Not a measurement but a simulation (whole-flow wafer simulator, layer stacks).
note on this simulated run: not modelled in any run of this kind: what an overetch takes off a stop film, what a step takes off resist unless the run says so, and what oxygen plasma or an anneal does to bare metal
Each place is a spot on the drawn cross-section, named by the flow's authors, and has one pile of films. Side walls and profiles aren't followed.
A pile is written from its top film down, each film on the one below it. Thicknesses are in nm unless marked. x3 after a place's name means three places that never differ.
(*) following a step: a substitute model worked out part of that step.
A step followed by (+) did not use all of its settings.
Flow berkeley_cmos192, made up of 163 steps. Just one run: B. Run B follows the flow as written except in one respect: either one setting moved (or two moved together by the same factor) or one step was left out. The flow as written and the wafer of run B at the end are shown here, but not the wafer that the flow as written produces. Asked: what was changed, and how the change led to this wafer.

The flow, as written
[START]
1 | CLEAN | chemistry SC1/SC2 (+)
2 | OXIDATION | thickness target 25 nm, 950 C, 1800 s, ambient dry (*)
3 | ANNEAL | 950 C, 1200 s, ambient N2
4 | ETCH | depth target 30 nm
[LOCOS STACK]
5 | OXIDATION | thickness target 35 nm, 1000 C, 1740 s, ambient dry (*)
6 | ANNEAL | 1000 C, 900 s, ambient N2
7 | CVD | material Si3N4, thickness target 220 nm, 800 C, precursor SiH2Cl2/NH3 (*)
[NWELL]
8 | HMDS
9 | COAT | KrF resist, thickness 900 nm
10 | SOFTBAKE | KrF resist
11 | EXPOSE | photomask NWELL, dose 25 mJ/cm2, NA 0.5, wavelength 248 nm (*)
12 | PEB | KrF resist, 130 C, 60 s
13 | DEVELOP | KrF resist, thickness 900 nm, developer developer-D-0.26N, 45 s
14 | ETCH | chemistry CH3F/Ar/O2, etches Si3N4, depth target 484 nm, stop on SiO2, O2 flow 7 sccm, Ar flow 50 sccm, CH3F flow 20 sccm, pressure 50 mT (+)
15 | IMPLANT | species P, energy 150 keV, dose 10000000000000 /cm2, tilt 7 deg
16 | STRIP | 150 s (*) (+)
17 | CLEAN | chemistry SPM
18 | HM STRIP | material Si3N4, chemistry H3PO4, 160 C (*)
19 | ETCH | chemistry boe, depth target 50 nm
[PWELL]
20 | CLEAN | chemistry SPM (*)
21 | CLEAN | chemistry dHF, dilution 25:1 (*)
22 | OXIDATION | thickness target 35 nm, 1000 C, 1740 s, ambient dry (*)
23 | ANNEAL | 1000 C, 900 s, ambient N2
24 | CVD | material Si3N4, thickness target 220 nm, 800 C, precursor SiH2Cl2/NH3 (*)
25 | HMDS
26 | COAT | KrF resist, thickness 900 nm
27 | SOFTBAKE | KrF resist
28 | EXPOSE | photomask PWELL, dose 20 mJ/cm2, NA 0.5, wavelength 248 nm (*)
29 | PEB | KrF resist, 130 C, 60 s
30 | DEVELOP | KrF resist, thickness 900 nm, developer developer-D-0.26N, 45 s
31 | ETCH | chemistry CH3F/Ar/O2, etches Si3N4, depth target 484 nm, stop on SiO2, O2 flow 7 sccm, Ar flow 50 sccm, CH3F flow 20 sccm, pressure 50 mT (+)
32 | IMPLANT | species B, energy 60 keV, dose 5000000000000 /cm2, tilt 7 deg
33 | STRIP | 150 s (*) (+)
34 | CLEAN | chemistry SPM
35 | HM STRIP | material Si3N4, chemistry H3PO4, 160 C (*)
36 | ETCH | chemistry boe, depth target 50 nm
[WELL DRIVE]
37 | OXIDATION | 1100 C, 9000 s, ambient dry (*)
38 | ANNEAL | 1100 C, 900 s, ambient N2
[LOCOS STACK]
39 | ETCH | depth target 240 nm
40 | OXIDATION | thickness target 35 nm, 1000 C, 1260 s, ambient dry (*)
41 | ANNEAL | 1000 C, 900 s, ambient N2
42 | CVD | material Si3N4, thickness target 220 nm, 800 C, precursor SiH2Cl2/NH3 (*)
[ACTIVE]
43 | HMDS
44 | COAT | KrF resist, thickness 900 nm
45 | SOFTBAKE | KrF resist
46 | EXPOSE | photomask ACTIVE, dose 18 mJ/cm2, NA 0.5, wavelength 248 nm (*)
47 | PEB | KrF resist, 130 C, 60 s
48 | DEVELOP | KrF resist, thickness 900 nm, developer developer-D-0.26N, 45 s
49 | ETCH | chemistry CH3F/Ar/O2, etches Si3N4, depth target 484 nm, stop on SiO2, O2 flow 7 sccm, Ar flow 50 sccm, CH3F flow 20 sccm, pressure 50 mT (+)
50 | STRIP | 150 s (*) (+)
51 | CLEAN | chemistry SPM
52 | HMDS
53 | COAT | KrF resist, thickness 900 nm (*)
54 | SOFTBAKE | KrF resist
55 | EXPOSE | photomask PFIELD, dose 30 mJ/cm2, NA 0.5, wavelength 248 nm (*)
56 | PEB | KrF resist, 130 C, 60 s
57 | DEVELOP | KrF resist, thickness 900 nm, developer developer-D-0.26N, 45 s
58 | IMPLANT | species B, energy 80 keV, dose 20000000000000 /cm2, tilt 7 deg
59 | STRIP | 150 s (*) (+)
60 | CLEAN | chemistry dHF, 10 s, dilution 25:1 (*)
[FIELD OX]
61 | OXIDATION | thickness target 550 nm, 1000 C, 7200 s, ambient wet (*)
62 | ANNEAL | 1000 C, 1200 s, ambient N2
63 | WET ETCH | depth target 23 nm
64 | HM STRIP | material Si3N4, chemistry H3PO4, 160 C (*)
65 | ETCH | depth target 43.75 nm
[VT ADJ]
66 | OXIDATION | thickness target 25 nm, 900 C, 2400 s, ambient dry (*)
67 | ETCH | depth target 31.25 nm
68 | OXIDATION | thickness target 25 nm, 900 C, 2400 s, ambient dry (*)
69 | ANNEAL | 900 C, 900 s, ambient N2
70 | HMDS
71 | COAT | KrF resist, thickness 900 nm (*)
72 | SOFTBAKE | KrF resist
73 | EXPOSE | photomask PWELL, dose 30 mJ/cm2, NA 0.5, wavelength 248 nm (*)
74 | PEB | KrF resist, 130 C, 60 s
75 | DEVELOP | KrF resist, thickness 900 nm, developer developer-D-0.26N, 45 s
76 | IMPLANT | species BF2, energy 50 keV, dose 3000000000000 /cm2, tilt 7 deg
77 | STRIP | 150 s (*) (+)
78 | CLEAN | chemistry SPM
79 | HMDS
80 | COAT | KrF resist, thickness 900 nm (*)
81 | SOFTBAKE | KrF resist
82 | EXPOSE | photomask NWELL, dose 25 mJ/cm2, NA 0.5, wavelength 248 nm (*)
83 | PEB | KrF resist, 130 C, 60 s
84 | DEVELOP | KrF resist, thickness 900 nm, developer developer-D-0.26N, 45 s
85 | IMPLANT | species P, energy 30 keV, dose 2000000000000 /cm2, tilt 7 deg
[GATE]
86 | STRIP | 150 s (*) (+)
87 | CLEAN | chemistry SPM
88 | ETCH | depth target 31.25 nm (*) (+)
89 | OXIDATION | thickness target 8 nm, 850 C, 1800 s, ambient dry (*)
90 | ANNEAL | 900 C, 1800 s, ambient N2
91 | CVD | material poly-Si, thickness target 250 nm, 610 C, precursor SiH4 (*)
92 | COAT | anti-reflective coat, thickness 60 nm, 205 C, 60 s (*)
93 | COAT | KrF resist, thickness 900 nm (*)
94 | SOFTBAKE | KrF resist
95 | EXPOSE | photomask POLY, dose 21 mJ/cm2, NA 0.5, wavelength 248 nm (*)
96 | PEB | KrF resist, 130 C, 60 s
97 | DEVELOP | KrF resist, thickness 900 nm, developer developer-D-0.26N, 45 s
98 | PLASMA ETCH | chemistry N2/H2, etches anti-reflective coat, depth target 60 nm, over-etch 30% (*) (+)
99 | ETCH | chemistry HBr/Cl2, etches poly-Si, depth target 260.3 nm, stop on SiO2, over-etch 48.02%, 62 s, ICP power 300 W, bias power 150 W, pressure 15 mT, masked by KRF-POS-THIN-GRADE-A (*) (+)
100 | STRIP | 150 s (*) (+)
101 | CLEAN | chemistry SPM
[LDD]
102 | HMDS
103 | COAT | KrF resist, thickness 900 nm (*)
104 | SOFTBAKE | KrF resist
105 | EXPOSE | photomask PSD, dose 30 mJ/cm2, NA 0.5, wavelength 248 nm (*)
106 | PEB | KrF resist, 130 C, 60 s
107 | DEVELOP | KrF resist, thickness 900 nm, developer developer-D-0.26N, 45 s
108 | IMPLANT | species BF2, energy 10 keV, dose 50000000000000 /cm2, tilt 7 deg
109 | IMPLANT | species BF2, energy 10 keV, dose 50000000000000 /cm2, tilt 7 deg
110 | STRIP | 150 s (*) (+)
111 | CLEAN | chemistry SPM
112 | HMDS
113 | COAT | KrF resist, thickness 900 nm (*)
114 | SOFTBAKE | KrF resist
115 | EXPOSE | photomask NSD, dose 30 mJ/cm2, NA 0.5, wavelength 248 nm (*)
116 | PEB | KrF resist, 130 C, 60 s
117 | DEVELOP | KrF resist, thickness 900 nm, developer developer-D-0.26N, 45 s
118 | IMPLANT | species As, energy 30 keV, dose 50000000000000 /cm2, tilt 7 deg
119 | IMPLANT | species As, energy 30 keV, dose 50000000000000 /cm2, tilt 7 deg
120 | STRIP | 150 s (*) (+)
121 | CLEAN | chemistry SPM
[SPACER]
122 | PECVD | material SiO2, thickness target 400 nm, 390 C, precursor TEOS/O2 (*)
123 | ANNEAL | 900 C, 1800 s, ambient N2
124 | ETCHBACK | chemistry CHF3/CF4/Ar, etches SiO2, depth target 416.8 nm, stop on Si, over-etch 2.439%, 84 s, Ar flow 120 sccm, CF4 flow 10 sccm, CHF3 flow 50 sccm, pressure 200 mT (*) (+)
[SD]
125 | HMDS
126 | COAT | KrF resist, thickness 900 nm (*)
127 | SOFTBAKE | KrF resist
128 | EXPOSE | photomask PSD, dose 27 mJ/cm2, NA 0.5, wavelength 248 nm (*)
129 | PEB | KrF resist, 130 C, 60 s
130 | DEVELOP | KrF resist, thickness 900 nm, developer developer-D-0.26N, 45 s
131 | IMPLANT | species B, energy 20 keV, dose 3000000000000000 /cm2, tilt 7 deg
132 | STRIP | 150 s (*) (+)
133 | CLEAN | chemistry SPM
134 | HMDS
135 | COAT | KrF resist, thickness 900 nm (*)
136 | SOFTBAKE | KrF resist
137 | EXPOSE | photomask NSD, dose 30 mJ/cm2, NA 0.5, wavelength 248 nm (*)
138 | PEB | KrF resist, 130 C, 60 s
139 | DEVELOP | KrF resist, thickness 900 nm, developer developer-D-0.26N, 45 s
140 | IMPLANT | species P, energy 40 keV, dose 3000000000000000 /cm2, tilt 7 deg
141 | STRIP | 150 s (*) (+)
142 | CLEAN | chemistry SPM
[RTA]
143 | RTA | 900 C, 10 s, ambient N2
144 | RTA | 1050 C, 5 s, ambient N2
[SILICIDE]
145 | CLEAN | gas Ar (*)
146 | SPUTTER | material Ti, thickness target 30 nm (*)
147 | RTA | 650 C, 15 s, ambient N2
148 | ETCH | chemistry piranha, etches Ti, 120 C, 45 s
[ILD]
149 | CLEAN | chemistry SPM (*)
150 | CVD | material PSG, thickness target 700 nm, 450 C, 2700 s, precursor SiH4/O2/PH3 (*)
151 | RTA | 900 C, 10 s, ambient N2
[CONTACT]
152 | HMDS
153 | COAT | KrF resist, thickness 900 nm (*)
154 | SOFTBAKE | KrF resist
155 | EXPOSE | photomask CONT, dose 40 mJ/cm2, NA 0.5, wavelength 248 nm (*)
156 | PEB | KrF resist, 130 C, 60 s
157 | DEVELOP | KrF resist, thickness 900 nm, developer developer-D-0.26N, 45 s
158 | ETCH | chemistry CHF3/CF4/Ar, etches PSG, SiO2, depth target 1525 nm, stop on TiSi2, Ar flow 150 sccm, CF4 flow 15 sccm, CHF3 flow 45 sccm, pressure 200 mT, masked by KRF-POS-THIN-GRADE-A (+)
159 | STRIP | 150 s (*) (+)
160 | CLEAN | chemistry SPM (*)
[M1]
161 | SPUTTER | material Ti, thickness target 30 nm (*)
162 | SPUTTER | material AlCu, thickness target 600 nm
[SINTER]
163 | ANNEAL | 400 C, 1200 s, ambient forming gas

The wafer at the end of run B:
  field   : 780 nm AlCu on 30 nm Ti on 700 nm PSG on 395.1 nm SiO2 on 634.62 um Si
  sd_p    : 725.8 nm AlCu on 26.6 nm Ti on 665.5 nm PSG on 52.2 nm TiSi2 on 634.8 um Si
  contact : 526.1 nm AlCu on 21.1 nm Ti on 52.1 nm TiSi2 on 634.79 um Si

What caused this: step 162, SPUTTER: thickness target 780 nm was run, while the flow as written has thickness target 600 nm.
The wafer itself shows it: field has AlCu 780, and step 162 as written asks for 600 nm.

How this came from the change, step by step:
  162 | SPUTTER | material AlCu, thickness target 600 nm
      field, sd_n, spacer_n, gate, spacer_p, gate_p, m1: AlCu gains 780 (new film) (it would be, as written: AlCu gains 600 (new film))
      sd_p: AlCu gains 725.8 (new film) (it would be, as written: AlCu gains 551.2 (new film))
      (as well as at 1 more place)
